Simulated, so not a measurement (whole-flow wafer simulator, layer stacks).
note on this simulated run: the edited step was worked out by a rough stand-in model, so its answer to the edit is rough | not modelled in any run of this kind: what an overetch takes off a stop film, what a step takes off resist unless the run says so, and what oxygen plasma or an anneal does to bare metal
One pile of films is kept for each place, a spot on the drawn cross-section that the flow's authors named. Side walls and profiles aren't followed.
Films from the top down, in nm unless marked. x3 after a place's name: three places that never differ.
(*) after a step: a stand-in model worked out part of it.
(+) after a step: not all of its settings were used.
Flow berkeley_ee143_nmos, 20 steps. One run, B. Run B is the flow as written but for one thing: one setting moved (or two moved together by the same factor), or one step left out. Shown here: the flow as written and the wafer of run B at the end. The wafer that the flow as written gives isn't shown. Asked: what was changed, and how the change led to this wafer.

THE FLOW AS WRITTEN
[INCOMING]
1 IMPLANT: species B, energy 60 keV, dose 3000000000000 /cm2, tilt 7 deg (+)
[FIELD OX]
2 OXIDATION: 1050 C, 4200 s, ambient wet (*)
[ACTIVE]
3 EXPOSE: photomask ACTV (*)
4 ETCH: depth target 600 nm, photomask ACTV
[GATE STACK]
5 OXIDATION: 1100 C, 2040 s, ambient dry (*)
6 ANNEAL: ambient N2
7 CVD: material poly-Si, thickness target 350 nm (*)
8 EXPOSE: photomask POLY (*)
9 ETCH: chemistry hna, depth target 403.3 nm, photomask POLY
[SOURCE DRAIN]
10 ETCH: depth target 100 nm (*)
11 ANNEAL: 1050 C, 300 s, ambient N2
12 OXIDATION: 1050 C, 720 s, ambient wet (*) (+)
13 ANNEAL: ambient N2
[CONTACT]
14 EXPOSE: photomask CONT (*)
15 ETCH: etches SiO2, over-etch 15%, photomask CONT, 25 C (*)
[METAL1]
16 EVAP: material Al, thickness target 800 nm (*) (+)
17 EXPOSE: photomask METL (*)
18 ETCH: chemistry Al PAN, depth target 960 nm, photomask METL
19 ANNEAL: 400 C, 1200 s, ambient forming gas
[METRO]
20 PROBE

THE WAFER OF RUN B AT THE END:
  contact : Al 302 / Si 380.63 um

The cause: step 16, EVAP: thickness target 302 nm was run, where the flow has thickness target 800 nm.
It can be read off the wafer: contact has Al 302, and step 16 as written asks for 800 nm.

How the change led to this, step by step:
  16 EVAP: material Al, thickness target 800 nm (*) (+)
      gate, sd, contact, field: Al +302 (new film) (as written it would be: Al +800 (new film))
  18 ETCH: chemistry Al PAN, depth target 960 nm, photomask METL
      gate, sd, field: Al -302 (all of it) (as written it would be: Al -800 (all of it))
